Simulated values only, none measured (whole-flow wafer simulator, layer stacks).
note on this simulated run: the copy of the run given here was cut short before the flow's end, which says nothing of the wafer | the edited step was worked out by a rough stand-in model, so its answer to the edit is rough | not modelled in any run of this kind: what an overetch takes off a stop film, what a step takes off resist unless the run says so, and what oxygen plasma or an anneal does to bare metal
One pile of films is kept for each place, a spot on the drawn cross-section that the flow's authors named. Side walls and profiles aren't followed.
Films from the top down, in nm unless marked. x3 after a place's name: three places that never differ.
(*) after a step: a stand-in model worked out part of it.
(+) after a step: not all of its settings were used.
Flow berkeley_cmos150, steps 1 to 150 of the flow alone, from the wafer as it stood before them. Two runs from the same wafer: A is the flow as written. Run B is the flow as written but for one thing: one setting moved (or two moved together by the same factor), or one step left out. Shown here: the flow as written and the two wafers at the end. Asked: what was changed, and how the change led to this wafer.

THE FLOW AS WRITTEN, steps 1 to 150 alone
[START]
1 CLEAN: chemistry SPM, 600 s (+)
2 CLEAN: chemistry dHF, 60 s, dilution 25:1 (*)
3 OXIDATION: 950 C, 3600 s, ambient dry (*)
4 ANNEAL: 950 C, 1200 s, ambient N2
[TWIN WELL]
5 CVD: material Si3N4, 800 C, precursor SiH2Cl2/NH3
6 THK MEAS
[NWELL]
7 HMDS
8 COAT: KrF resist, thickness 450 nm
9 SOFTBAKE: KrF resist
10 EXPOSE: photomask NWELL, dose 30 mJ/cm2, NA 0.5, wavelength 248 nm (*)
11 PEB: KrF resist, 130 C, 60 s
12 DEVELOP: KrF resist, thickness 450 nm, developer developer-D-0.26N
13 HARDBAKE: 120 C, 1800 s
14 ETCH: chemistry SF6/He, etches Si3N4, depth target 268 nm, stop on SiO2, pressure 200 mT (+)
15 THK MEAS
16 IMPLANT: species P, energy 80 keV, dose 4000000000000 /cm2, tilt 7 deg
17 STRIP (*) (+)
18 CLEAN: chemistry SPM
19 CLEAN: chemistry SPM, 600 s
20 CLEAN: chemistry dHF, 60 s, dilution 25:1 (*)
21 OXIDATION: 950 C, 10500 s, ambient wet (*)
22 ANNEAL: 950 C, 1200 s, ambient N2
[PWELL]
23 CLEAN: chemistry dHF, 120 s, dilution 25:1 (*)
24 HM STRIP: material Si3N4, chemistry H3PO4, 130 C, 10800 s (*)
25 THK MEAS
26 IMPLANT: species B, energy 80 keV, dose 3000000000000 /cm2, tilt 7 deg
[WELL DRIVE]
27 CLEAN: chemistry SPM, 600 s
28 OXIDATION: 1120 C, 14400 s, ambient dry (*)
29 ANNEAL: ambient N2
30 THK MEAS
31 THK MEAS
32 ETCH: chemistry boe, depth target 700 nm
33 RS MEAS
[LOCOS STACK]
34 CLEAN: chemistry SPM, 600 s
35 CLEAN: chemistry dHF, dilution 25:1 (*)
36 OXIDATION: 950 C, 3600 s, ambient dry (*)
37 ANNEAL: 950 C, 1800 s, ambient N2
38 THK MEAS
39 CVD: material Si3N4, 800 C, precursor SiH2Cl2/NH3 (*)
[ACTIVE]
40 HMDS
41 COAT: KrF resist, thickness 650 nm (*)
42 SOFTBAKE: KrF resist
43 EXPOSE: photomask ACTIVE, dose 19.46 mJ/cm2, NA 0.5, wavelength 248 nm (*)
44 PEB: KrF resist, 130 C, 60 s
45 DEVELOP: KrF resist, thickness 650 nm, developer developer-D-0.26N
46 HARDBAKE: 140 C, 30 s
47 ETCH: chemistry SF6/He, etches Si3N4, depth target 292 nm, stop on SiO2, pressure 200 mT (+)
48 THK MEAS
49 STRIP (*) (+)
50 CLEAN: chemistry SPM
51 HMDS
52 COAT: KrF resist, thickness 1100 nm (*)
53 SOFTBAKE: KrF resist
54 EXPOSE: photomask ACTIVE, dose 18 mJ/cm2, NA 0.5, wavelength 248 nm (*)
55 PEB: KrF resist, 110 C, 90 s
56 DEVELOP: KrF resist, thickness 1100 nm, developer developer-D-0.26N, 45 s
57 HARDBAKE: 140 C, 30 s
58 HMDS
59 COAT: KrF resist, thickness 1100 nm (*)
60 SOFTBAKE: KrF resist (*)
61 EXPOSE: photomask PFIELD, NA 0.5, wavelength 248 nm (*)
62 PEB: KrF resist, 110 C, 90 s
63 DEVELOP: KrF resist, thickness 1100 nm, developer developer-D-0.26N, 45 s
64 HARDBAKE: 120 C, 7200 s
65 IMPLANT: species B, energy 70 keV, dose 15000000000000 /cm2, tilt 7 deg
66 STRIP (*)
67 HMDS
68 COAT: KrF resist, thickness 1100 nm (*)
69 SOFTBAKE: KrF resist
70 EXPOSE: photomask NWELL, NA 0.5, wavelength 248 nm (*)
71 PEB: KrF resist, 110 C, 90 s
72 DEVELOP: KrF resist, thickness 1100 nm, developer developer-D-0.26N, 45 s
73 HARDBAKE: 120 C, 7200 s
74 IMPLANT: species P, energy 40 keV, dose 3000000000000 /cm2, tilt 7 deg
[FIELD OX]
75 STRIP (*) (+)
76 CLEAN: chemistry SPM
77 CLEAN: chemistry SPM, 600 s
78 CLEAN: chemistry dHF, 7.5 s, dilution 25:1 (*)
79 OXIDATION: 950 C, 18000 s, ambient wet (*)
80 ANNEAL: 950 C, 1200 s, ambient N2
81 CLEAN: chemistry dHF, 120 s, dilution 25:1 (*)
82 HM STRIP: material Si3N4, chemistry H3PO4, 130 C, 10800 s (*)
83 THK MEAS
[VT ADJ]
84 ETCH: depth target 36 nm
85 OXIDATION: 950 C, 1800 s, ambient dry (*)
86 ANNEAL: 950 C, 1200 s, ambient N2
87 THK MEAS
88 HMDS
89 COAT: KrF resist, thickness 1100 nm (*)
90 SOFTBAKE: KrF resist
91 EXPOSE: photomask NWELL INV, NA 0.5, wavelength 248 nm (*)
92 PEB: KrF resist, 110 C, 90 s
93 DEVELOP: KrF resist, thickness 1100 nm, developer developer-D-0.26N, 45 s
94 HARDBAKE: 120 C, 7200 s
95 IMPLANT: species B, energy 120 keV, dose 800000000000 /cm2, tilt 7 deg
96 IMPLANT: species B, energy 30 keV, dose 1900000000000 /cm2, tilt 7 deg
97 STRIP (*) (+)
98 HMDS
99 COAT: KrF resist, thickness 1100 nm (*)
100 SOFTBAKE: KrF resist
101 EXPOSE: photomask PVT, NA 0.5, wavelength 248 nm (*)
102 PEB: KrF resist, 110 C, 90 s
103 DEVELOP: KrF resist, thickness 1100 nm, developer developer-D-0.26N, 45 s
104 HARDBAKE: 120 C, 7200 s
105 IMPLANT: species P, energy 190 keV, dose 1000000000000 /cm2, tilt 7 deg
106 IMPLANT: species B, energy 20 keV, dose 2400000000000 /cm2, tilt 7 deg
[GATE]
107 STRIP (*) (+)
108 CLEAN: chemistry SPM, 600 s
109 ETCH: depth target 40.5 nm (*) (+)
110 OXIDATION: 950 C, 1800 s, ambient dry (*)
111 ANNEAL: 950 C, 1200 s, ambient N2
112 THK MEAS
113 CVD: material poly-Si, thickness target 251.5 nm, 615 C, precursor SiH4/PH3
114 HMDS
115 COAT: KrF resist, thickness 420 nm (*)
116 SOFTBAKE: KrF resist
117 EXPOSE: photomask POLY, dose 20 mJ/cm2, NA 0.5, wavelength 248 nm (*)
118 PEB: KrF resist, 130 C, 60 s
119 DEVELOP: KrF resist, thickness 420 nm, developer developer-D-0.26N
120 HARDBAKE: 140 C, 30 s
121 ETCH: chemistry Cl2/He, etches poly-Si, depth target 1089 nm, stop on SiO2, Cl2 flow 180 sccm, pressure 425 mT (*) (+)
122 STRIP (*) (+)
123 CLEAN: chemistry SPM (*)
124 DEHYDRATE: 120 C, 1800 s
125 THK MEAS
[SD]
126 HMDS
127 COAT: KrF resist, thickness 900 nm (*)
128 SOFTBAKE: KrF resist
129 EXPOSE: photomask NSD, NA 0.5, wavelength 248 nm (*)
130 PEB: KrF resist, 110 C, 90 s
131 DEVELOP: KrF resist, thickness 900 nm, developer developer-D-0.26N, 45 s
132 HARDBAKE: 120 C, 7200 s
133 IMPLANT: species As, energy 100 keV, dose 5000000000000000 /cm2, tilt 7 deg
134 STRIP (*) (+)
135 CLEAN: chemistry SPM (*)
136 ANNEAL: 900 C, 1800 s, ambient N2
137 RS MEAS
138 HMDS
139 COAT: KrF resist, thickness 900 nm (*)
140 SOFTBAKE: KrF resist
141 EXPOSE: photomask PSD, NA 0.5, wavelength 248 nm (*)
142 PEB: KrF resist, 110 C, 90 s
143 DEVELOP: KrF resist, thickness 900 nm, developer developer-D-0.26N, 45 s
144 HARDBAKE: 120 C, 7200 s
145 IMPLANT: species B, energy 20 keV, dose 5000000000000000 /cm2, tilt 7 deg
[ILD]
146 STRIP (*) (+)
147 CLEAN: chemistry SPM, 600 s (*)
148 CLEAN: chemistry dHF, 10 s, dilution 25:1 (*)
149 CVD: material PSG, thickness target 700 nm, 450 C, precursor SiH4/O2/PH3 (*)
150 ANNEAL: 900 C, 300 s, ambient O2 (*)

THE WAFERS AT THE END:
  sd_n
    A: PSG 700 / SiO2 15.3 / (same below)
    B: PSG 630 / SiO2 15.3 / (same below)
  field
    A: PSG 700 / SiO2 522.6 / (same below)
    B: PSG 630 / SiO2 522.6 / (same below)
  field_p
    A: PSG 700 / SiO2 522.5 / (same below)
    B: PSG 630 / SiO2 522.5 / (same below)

The cause: step 149, CVD: thickness target 630 nm was run, where the flow has thickness target 700 nm.
It can be read off the wafer: sd_n has PSG 630, and step 149 as written asks for 700 nm.

How the change led to this, step by step:
  149 CVD: material PSG, thickness target 700 nm, 450 C, precursor SiH4/O2/PH3 (*)
      field, field_p, sd_n, gate_n, gate_p, contact, m1: A PSG +700 (new film) | B PSG +630 (new film)
      sd_p: A PSG +639.5 (new film) | B PSG +577.4 (new film)
